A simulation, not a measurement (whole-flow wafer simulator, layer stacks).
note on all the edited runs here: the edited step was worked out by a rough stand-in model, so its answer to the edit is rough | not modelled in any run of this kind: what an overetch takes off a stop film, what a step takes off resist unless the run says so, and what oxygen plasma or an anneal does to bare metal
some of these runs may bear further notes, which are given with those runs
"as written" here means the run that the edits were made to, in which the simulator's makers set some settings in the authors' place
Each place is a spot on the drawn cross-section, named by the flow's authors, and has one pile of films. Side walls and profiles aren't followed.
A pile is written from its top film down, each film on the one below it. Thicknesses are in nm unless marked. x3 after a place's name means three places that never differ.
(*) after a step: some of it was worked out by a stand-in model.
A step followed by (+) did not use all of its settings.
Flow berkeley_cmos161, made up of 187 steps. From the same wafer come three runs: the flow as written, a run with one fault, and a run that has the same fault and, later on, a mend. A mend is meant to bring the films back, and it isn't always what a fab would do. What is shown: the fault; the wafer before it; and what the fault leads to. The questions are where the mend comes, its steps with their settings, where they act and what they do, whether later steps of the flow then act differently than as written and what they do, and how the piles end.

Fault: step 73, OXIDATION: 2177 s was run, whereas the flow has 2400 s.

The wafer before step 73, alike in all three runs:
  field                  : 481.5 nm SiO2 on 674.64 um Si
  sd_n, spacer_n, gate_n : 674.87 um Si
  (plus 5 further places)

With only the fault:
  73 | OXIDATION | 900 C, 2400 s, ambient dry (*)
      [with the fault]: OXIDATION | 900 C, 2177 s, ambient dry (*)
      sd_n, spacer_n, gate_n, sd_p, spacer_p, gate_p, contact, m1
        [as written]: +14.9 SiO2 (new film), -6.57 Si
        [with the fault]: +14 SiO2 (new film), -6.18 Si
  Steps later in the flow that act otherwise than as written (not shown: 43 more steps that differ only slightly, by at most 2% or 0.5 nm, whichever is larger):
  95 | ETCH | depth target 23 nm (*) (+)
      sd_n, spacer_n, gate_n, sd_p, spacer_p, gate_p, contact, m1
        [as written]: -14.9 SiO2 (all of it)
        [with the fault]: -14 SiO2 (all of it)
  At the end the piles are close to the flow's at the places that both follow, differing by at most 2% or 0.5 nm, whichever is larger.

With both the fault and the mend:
  After step 73 comes the mend.
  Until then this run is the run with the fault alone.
  73a | OXIDATION | 900 C, 223 s, ambient dry (*) (a further turn of the flow's step 73, with different settings)
      sd_n, spacer_n, gate_n, sd_p, spacer_p, gate_p, contact, m1
        +0.89 SiO2, -0.39 Si
      field
        +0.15 SiO2, -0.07 Si
  None of the later steps of the flow acts differently than as written at any place that is followed.
  By the end, the piles equal the flow's at every place that both follow.
